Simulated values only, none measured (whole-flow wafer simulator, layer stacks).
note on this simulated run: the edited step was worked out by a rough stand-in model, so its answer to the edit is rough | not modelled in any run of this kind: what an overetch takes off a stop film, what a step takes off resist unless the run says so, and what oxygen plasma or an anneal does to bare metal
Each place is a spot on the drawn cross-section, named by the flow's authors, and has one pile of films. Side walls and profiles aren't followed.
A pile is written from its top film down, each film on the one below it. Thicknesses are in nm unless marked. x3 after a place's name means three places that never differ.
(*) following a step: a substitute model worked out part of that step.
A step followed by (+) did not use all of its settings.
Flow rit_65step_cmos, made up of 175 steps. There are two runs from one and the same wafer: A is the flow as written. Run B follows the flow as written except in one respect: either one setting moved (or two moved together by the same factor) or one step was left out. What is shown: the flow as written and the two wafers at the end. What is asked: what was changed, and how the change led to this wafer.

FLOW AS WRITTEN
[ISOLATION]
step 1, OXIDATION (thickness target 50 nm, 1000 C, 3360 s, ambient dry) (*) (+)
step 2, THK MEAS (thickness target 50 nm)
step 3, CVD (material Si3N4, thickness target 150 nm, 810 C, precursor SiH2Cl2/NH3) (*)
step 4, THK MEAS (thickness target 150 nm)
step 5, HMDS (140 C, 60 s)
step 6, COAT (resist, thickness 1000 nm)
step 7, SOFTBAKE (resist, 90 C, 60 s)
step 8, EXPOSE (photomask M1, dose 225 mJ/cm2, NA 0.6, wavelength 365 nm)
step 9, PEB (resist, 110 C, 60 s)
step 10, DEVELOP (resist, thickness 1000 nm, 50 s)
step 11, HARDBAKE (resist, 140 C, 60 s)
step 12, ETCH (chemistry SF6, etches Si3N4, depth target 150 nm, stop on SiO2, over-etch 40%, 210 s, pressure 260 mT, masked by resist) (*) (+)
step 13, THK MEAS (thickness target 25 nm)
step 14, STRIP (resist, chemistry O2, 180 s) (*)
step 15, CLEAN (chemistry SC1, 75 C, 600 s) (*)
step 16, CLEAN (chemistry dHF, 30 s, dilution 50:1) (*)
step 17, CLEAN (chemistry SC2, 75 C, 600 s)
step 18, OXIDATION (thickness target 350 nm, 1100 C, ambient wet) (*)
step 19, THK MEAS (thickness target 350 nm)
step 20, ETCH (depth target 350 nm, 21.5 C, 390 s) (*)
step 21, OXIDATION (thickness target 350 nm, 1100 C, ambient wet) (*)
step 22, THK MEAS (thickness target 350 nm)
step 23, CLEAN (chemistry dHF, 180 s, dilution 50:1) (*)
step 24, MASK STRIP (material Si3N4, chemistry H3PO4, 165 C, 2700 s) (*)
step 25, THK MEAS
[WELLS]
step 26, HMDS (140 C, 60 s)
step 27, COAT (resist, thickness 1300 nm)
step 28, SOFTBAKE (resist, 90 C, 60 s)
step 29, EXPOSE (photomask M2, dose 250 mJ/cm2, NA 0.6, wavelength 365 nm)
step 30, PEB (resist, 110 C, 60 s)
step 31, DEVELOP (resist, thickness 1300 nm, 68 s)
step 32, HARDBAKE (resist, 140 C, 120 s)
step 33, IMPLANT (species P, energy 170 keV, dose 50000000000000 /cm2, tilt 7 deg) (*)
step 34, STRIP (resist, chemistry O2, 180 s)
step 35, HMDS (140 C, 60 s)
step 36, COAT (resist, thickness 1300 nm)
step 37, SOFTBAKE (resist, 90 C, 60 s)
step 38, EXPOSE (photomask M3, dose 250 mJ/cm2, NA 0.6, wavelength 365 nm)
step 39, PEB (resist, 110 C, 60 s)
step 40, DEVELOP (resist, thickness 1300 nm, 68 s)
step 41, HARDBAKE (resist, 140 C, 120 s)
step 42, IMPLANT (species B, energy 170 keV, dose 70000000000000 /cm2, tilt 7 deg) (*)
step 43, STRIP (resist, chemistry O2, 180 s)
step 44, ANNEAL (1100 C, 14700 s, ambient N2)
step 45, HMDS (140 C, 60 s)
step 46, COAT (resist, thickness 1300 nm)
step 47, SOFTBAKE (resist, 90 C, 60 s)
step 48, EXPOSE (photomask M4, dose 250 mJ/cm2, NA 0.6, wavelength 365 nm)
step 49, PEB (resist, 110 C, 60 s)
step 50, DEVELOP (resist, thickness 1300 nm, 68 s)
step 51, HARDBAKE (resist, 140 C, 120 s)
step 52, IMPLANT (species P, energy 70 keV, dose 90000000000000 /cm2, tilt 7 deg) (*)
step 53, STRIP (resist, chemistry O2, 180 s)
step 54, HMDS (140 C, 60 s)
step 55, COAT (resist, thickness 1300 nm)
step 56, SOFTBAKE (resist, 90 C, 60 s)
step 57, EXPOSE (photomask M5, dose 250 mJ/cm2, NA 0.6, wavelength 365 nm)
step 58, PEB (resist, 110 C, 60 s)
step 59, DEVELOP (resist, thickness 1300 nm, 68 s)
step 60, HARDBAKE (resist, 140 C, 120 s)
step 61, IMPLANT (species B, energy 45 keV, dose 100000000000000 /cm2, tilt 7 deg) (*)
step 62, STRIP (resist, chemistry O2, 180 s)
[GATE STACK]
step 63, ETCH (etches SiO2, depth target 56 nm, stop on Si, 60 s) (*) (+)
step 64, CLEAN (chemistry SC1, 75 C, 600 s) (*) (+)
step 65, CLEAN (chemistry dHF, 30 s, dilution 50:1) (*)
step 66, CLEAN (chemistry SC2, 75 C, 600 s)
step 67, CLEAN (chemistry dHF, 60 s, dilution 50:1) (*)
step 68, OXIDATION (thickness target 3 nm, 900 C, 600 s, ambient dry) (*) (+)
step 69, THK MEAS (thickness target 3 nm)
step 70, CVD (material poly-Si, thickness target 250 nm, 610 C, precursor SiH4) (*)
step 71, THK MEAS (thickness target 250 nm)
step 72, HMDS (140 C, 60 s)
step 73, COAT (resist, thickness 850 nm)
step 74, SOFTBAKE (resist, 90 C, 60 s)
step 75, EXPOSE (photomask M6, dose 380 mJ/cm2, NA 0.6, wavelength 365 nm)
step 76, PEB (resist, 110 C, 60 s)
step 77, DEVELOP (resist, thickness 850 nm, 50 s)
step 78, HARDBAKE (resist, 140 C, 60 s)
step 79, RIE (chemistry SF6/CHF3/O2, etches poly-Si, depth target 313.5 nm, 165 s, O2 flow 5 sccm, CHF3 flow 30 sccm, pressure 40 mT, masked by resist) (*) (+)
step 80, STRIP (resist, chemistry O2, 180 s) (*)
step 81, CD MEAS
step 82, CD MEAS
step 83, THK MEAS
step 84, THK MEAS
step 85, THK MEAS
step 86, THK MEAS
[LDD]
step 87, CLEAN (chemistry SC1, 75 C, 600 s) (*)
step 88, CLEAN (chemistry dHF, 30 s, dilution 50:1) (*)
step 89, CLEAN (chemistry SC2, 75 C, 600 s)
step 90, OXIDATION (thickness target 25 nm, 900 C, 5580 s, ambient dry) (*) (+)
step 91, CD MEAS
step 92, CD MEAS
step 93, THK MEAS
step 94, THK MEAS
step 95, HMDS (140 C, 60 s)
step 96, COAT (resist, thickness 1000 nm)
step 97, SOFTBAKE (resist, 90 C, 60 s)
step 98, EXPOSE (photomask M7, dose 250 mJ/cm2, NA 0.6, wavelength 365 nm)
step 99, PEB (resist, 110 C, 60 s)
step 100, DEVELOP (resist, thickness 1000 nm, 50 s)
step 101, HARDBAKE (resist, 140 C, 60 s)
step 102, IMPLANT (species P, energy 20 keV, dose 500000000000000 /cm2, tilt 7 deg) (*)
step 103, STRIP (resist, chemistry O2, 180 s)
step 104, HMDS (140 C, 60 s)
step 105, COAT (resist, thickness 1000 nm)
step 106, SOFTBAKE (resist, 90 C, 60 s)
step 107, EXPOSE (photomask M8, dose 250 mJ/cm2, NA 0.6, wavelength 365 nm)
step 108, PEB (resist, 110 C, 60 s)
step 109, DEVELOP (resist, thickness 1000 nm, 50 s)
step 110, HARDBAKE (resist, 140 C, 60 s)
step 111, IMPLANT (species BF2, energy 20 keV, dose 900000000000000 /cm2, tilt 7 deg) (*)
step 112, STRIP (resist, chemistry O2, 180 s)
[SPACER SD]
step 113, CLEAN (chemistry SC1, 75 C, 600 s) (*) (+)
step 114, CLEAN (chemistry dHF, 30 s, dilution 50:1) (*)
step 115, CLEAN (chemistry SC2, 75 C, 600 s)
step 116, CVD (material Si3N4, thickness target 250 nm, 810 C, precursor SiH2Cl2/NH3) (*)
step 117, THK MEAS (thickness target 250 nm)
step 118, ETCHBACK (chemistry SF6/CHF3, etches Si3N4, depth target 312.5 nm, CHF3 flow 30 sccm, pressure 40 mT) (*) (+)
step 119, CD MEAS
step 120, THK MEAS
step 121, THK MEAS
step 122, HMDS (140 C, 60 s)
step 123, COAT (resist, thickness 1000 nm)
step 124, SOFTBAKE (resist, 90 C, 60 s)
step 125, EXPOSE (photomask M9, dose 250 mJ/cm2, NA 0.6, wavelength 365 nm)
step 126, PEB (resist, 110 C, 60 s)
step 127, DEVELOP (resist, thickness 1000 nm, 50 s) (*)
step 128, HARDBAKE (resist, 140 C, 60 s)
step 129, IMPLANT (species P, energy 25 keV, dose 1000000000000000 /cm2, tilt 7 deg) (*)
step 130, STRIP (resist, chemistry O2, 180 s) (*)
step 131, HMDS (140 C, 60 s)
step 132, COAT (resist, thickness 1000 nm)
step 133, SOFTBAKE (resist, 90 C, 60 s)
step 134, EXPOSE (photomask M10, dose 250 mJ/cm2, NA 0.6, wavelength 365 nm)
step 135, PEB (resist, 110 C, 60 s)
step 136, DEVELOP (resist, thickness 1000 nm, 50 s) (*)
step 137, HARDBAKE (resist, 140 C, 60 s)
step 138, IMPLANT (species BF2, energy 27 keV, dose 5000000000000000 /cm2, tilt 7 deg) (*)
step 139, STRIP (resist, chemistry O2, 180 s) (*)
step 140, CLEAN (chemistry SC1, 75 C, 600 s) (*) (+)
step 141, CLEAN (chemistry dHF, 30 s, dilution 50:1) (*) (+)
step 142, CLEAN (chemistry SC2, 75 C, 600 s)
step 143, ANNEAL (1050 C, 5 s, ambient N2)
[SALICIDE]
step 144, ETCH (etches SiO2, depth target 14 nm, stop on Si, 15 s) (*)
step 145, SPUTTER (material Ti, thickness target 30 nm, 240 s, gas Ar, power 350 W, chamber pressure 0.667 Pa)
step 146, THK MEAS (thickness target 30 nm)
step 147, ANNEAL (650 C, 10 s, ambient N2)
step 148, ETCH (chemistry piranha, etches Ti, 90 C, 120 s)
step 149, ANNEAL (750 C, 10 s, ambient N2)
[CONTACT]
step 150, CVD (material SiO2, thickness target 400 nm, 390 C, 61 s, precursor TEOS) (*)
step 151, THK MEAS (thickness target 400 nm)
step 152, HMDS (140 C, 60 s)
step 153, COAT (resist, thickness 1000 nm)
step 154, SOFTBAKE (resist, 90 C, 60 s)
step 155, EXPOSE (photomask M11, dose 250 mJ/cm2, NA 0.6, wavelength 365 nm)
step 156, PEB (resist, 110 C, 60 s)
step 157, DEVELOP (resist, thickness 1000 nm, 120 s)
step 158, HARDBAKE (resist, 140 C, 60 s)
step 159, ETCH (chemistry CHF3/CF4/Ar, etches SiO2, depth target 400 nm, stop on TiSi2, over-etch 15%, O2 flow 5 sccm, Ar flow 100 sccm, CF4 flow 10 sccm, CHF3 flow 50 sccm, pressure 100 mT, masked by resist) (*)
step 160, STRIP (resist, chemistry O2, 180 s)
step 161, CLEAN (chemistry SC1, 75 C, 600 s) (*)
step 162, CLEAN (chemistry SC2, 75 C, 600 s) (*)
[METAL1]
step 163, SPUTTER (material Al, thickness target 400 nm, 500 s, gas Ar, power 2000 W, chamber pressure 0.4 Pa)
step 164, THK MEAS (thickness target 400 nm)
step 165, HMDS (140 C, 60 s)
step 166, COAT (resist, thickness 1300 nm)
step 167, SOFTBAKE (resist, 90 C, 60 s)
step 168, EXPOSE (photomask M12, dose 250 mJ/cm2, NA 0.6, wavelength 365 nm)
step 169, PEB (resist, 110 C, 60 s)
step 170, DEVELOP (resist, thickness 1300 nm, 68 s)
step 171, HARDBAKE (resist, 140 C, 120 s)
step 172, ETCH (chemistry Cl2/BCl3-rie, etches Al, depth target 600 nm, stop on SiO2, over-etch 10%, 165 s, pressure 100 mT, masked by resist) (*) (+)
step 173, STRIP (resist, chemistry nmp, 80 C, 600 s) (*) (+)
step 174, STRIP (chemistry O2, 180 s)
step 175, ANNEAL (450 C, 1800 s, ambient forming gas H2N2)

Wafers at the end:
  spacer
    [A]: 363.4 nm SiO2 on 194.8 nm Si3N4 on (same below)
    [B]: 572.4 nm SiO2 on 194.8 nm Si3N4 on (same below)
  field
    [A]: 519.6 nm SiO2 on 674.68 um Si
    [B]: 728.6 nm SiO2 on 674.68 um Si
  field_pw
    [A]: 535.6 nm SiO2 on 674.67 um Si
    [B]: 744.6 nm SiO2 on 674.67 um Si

Cause: step 150, CVD: thickness target 609 nm was run, while the flow as written has thickness target 400 nm; step 150, CVD: 93 s was run, where the flow has 61 s.

Step by step, how the change led to this:
  step 150, CVD (material SiO2, thickness target 400 nm, 390 C, 61 s, precursor TEOS) (*)
      field, field_pw, field_nw, field_p: A +400 SiO2 | B +609 SiO2
      spacer, spacer_p: A +400 SiO2 (new film) | B +609 SiO2 (new film)
      (as well as at 2 more places)
